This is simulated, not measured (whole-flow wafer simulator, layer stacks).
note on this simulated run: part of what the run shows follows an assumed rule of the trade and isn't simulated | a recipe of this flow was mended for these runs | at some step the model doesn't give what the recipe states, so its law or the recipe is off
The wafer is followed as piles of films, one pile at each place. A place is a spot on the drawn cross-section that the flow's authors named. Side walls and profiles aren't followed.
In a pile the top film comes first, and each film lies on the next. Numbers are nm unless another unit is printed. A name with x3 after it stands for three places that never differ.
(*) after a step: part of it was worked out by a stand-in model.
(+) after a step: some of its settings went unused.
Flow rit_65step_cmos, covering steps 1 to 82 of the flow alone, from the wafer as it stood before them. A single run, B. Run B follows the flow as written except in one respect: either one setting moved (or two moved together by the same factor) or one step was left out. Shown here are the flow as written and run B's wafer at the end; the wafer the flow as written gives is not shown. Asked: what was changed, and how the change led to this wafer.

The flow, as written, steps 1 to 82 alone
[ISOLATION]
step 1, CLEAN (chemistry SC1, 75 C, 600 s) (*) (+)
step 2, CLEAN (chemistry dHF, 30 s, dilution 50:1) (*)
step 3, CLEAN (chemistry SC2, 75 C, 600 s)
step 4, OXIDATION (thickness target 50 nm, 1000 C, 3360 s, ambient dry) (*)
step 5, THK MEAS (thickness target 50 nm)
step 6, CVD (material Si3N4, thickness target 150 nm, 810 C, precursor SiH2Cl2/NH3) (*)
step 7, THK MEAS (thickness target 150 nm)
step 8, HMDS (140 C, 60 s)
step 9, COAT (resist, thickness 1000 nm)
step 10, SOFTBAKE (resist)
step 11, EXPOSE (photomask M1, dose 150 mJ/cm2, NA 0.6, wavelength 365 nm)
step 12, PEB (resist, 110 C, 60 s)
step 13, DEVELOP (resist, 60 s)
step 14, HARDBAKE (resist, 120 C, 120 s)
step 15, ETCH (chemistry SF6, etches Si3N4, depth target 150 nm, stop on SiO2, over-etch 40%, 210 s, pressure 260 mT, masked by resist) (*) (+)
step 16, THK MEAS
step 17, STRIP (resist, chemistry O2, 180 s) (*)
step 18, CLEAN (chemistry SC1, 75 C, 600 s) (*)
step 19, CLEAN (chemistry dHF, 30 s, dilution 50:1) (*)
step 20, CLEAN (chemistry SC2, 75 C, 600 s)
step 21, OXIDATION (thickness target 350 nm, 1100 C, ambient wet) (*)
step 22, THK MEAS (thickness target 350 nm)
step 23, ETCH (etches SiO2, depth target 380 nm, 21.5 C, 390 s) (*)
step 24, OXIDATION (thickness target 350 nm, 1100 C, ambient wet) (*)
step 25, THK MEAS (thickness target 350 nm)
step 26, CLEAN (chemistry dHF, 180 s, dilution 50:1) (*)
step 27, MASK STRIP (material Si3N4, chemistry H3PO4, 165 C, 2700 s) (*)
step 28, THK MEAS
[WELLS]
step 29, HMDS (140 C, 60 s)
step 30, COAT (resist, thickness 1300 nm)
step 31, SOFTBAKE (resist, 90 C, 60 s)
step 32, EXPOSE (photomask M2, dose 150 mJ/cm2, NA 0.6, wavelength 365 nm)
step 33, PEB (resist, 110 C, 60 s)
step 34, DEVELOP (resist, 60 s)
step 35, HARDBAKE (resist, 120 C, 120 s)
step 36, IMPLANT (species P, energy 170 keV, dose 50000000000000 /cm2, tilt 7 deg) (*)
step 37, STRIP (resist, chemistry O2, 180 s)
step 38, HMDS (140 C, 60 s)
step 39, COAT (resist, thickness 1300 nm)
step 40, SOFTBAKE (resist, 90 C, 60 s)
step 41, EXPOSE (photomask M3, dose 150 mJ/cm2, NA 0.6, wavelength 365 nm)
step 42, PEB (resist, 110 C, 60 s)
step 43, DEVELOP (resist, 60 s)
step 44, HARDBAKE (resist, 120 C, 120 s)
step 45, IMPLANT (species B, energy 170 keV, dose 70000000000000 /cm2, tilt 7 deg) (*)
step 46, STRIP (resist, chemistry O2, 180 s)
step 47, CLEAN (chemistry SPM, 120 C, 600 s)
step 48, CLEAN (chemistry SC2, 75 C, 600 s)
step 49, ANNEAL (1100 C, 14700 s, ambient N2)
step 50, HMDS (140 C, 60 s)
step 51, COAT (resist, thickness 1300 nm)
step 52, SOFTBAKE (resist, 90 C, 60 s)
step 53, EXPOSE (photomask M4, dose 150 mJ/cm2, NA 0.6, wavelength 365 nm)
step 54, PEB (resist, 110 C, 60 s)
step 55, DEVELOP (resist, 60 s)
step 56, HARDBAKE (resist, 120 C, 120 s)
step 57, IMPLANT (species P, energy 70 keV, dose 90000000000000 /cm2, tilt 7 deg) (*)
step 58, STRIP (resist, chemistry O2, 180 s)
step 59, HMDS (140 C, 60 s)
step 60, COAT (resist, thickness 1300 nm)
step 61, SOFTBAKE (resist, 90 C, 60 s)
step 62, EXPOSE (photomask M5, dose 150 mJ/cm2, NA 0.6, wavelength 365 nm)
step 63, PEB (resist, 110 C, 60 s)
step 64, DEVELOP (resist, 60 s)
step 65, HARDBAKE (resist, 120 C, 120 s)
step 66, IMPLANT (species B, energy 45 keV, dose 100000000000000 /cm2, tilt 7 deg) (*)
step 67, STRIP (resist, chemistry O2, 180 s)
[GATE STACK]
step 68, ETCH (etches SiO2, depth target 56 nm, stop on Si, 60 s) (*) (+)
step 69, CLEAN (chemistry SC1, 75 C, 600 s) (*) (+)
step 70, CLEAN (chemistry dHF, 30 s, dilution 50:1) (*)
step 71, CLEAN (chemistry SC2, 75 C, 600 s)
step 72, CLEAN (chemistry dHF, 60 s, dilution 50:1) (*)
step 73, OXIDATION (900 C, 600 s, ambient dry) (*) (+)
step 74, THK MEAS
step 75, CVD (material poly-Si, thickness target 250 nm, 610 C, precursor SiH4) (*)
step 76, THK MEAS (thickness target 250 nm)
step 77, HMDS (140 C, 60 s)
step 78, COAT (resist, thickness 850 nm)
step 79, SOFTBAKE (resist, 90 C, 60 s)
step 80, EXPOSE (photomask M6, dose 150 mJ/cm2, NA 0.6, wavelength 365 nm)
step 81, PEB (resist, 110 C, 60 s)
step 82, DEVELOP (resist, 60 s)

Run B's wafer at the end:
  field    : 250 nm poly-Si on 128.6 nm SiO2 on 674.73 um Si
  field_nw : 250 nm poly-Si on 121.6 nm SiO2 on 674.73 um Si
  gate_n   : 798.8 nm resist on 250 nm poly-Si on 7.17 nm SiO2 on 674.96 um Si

The reason: step 24, OXIDATION: thickness target 224 nm was run, though the flow has thickness target 350 nm.

Step by step, how the change led to this:
  step 24, OXIDATION (thickness target 350 nm, 1100 C, ambient wet) (*)
      active_n, active_p, gate_n and 7 more: +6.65 SiO2 (new film), -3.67 Si3N4 (as written it would have been: +12 SiO2 (new film), -6.61 Si3N4)
      field, field_pw, field_nw, field_p: +224 SiO2 (new film), -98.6 Si (as written it would have been: +350 SiO2 (new film), -154 Si)
  step 26, CLEAN (chemistry dHF, 180 s, dilution 50:1) (*)
      active_n, active_p, gate_n and 7 more: -6.65 SiO2 (all of it), -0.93 Si3N4 (as written it would have been: -12 SiO2 (all of it), -0.44 Si3N4)
  step 30, COAT (resist, thickness 1300 nm)
      field_pw, field_nw: +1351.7 resist (new film) (as written it would have been: +1313 resist (new film))
      field: +1368.6 resist (new film) (as written it would have been: +1315.7 resist (new film))
      (as well as at 1 more place)
  step 33, PEB (resist, 110 C, 60 s)
      field, field_p: -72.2 resist (as written it would have been: -69.2 resist)
      field_pw, field_nw: -71.1 resist (as written it would have been: -69.1 resist)
  step 34, DEVELOP (resist, 60 s)
      field_nw: -1280.6 resist (all of it) (as written it would have been: -1243.9 resist (all of it))
      field_p: -1296.2 resist (all of it) (as written it would have been: -1246.5 resist (all of it))
  step 35, HARDBAKE (resist, 120 C, 120 s)
      field: -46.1 resist (as written it would have been: -44.1 resist)
      field_pw: -45.3 resist (as written it would have been: -44 resist)
  step 37, STRIP (resist, chemistry O2, 180 s)
      field: -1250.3 resist (all of it) (as written it would have been: -1202.4 resist (all of it))
      field_pw: -1235.3 resist (all of it) (as written it would have been: -1199.9 resist (all of it))
  step 39, COAT (resist, thickness 1300 nm)
      field_pw, field_nw: +1351.7 resist (new film) (as written it would have been: +1313 resist (new film))
      field: +1368.6 resist (new film) (as written it would have been: +1315.7 resist (new film))
      (as well as at 1 more place)
  step 42, PEB (resist, 110 C, 60 s)
      field, field_p: -72.2 resist (as written it would have been: -69.2 resist)
      field_pw, field_nw: -71.1 resist (as written it would have been: -69.1 resist)
  step 43, DEVELOP (resist, 60 s)
      field: -1296.4 resist (all of it) (as written it would have been: -1246.5 resist (all of it))
      field_pw: -1280.6 resist (all of it) (as written it would have been: -1243.9 resist (all of it))
  step 44, HARDBAKE (resist, 120 C, 120 s)
      field_nw: -45.3 resist (as written it would have been: -44 resist)
      field_p: -46.1 resist (as written it would have been: -44.1 resist)
  step 46, STRIP (resist, chemistry O2, 180 s)
      field_nw: -1235.3 resist (all of it) (as written it would have been: -1199.9 resist (all of it))
      field_p: -1250.1 resist (all of it) (as written it would have been: -1202.3 resist (all of it))
  step 51, COAT (resist, thickness 1300 nm)
      field_pw, field_nw: +1351.7 resist (new film) (as written it would have been: +1313 resist (new film))
      field: +1368.6 resist (new film) (as written it would have been: +1315.7 resist (new film))
      (as well as at 1 more place)
  step 54, PEB (resist, 110 C, 60 s)
      field, field_p: -72.2 resist (as written it would have been: -69.2 resist)
      field_pw, field_nw: -71.1 resist (as written it would have been: -69.1 resist)
  step 55, DEVELOP (resist, 60 s)
      field_nw: -1280.6 resist (all of it) (as written it would have been: -1243.9 resist (all of it))
      field_p: -1296.2 resist (all of it) (as written it would have been: -1246.5 resist (all of it))
  step 56, HARDBAKE (resist, 120 C, 120 s)
      field: -46.1 resist (as written it would have been: -44.1 resist)
      field_pw: -45.3 resist (as written it would have been: -44 resist)
  ... 8 other steps ...
  step 82, DEVELOP (resist, 60 s)
      field: -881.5 resist (all of it) (as written it would have been: -832.7 resist (all of it))
      field_pw: -860.2 resist (all of it) (as written it would have been: -826 resist (all of it))
      (as well as at 2 more places)
